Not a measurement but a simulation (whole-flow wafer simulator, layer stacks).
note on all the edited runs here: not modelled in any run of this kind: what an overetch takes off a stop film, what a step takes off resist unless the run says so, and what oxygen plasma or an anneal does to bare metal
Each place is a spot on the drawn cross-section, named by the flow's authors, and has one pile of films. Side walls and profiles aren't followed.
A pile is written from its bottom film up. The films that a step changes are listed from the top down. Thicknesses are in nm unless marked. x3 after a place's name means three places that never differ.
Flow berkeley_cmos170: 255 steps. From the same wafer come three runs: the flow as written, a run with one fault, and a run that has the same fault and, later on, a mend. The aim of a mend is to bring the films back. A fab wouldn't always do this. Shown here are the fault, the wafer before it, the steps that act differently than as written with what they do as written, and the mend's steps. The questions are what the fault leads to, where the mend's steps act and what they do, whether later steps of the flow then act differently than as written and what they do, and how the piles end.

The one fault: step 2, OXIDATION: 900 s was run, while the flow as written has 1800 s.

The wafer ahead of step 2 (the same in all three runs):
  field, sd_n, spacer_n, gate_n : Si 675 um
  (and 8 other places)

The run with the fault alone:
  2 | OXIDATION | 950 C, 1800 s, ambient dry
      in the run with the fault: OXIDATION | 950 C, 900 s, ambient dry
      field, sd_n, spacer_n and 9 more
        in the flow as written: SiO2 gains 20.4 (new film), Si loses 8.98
        in the run with the fault: SiO2 gains 13.4 (new film), Si loses 5.88
  Later steps of the flow acting differently than as written:
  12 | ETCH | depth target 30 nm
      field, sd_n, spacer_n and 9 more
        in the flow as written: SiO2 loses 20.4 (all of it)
        in the run with the fault: SiO2 loses 13.4 (all of it)
  The piles end only slightly different from the flow's at the places that both follow, by no more than 2% or 0.5 nm, whichever is larger.

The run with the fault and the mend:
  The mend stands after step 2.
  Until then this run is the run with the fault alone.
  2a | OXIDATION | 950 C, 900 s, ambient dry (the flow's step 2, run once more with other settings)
      field, sd_n, spacer_n and 9 more
        SiO2 gains 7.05, Si loses 3.1
  Every later step of the flow that is run acts as written at every place that is followed.
  By the end, the piles equal the flow's at every place that both follow.
